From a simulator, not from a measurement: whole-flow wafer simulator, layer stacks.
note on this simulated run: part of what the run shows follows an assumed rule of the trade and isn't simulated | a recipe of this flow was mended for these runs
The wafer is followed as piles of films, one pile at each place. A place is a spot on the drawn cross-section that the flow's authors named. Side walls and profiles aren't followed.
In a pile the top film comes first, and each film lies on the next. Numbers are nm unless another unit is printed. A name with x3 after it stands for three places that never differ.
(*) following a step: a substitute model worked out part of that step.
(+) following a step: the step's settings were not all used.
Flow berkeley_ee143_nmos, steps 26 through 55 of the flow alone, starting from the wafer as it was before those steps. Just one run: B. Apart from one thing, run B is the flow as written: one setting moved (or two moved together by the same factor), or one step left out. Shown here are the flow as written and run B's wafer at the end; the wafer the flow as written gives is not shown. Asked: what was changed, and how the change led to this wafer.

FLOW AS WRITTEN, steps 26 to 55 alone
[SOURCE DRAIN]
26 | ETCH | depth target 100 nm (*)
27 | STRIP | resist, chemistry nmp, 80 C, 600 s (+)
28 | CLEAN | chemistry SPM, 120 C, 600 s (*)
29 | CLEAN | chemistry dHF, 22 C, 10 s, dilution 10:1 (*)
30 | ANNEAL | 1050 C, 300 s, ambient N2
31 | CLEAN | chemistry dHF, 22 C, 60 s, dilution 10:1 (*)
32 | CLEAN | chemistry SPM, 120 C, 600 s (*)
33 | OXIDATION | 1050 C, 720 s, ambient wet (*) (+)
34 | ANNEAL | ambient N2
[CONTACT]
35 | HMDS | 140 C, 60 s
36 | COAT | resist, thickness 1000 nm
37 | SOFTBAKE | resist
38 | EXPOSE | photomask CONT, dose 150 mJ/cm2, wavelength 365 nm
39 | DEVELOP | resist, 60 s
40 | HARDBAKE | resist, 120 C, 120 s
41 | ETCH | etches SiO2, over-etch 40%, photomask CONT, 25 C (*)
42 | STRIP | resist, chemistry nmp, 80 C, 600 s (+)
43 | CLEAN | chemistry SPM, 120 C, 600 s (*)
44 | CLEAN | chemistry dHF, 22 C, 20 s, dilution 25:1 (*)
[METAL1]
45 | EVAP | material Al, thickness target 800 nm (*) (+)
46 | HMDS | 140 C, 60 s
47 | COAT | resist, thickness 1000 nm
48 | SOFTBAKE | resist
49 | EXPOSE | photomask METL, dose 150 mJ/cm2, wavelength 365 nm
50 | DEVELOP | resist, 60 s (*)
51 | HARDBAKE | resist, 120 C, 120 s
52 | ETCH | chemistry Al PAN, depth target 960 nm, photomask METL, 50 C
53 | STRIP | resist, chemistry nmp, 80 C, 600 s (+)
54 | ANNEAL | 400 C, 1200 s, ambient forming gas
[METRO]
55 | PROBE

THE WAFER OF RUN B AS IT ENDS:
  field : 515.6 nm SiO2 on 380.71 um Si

What caused this: step 26, ETCH: depth target 86 nm was run, whereas the flow has depth target 100 nm.

How this came from the change, step by step:
  26 | ETCH | depth target 100 nm (*)
      field: SiO2 loses 86 (as written it would have been: SiO2 loses 100)
  33 | OXIDATION | 1050 C, 720 s, ambient wet (*) (+)
      field: SiO2 gains 72.3, Si loses 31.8 (as written it would have been: SiO2 gains 73.9, Si loses 32.5)
